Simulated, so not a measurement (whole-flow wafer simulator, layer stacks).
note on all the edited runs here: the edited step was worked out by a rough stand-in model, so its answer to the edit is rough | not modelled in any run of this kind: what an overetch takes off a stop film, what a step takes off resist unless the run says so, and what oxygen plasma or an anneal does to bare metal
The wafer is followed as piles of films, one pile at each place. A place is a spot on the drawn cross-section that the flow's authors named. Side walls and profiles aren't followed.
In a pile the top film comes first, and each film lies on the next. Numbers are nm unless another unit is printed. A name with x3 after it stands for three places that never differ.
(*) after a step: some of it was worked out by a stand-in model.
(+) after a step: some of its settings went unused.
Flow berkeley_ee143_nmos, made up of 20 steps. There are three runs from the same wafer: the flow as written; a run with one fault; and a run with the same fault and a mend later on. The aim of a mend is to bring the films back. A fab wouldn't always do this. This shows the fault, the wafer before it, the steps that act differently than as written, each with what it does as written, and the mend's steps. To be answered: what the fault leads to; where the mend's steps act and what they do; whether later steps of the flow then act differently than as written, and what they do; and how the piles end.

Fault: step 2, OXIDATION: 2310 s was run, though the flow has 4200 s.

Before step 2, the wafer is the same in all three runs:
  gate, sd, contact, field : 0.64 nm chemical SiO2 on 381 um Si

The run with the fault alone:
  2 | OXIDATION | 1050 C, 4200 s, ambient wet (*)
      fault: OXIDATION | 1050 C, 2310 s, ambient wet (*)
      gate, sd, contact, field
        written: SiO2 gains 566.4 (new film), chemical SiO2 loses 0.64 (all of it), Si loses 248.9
        fault: SiO2 gains 393.9 (new film), chemical SiO2 loses 0.64 (all of it), Si loses 173
  Later steps of the flow acting differently than as written:
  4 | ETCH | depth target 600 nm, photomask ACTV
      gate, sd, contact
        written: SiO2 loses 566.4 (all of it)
        fault: SiO2 loses 393.9 (all of it)
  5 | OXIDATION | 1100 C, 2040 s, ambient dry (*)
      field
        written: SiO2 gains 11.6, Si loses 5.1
        fault: SiO2 gains 15.7, Si loses 6.91
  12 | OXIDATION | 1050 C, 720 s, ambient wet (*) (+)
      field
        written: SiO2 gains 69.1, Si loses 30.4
        fault: SiO2 gains 90.8, Si loses 39.9
  The piles end different from the flow's at field by more than 2% or 0.5 nm, whichever is larger.
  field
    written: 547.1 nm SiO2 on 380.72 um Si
    fault: 400.4 nm SiO2 on 380.78 um Si

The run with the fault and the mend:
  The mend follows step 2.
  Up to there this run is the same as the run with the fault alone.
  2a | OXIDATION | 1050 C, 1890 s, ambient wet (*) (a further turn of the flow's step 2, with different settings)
      gate, sd, contact, field
        SiO2 gains 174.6, Si loses 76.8
  Every later step of the flow that is run acts as written, at every place that is followed, to within 2% or 0.5 nm, whichever is larger.
  When the end is reached, the piles differ only a little from the flow's at the places that both follow, at most by 2% or 0.5 nm, whichever is larger.
